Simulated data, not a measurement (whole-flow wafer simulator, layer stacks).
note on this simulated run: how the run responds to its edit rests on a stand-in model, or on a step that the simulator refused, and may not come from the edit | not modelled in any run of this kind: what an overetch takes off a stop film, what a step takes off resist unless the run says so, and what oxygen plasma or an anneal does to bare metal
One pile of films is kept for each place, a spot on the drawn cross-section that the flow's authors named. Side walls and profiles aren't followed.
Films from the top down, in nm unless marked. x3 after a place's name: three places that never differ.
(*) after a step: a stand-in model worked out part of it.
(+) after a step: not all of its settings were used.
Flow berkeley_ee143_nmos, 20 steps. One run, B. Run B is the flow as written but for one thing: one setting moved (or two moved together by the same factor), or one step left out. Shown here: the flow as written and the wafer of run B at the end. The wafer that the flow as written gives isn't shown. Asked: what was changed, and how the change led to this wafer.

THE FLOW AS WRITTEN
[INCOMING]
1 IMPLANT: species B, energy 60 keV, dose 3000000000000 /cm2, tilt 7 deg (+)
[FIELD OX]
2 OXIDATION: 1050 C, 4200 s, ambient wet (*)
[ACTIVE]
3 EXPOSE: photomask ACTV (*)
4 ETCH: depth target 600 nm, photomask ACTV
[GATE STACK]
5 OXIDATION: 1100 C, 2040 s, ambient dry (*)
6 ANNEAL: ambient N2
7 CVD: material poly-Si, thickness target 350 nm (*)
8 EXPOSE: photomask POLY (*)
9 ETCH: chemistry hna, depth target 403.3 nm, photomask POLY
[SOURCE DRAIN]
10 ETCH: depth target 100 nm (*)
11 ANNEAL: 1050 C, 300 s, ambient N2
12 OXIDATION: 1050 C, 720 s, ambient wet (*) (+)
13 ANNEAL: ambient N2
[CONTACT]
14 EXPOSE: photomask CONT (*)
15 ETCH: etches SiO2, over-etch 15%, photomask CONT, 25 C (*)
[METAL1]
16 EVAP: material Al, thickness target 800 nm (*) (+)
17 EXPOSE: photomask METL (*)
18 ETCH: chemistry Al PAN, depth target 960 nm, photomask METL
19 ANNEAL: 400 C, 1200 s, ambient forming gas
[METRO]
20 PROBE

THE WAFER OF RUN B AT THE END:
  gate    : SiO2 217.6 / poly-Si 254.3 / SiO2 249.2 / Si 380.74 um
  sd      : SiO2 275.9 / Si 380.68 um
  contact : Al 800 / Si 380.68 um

The cause: step 4, ETCH: depth target 341 nm was run, where the flow has depth target 600 nm.

How the change led to this, step by step:
  4 ETCH: depth target 600 nm, photomask ACTV
      gate, sd, contact: SiO2 -341 (as written it would be: SiO2 -566.4 (all of it))
  5 OXIDATION: 1100 C, 2040 s, ambient dry (*)
      gate, sd, contact: SiO2 +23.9, Si -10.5 (as written it would be: SiO2 +79.7 (new film), Si -35.1)
  10 ETCH: depth target 100 nm (*)
      sd, contact: SiO2 -100 (as written it would be: SiO2 -79.7 (all of it))
  12 OXIDATION: 1050 C, 720 s, ambient wet (*) (+)
      sd, contact: SiO2 +126.7, Si -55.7 (as written it would be: SiO2 +189.4 (new film), Si -83.4)
  15 ETCH: etches SiO2, over-etch 15%, photomask CONT, 25 C (*)
      contact: SiO2 -275.9 (all of it) (as written it would be: SiO2 -189.4 (all of it))
